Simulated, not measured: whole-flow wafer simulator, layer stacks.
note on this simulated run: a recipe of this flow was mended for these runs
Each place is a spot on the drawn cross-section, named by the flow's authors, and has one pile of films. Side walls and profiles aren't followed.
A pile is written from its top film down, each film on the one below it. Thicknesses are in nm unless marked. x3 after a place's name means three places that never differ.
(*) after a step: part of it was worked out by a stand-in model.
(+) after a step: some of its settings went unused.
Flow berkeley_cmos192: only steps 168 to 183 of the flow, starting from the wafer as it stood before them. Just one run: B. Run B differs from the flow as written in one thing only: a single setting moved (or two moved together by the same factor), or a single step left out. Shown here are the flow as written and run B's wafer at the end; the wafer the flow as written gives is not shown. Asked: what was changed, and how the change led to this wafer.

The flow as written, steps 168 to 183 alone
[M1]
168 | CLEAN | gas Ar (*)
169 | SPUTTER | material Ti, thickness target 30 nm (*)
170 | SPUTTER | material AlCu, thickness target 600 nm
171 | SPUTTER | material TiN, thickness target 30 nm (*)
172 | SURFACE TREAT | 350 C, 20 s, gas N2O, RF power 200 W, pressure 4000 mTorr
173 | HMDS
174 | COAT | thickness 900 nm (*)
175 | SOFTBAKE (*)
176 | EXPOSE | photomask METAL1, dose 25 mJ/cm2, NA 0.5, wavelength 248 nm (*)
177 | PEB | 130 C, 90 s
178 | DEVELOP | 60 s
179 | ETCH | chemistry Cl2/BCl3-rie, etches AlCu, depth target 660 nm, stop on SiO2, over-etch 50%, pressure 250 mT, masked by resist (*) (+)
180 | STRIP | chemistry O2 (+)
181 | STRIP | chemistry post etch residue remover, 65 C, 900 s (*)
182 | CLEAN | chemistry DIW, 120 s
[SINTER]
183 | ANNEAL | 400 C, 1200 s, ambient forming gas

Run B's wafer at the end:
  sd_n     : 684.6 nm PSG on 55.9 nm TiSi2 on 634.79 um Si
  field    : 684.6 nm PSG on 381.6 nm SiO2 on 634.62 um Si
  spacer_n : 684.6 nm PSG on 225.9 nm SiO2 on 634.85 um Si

Cause: step 170, SPUTTER: thickness target 850 nm was run, while the flow as written has thickness target 600 nm.

The path from the change to this, step by step:
  170 | SPUTTER | material AlCu, thickness target 600 nm
      field, sd_n, spacer_n, gate, spacer_p, gate_p, m1: +850 AlCu (new film) (as written it would have been: +600 AlCu (new film))
      sd_p: +802.4 AlCu (new film) (as written it would have been: +557.4 AlCu (new film))
      (also at 1 further place)
  171 | SPUTTER | material TiN, thickness target 30 nm (*)
      contact: +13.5 TiN (new film) (as written it would have been: +16 TiN (new film))
  174 | COAT | thickness 900 nm (*)
      contact: +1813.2 KrF-resist (new film) (as written it would have been: +1717.4 KrF-resist (new film))
  179 | ETCH | chemistry Cl2/BCl3-rie, etches AlCu, depth target 660 nm, stop on SiO2, over-etch 50%, pressure 250 mT, masked by resist (*) (+)
      field, sd_n, spacer_n, gate, spacer_p, gate_p: -30 TiN (all of it), -850 AlCu (all of it), -30 Ti (all of it), -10 PSG (as written it would have been: -30 TiN (all of it), -600 AlCu (all of it), -30 Ti (all of it), -41.2 PSG)
      sd_p: -26.2 TiN (all of it), -802.4 AlCu (all of it), -26.8 Ti (all of it), -16.8 PSG (as written it would have been: -26.2 TiN (all of it), -557.4 AlCu (all of it), -26.8 Ti (all of it), -47.4 PSG)
  180 | STRIP | chemistry O2 (+)
      contact: -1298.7 KrF-resist (all of it) (as written it would have been: -1203.2 KrF-resist (all of it))
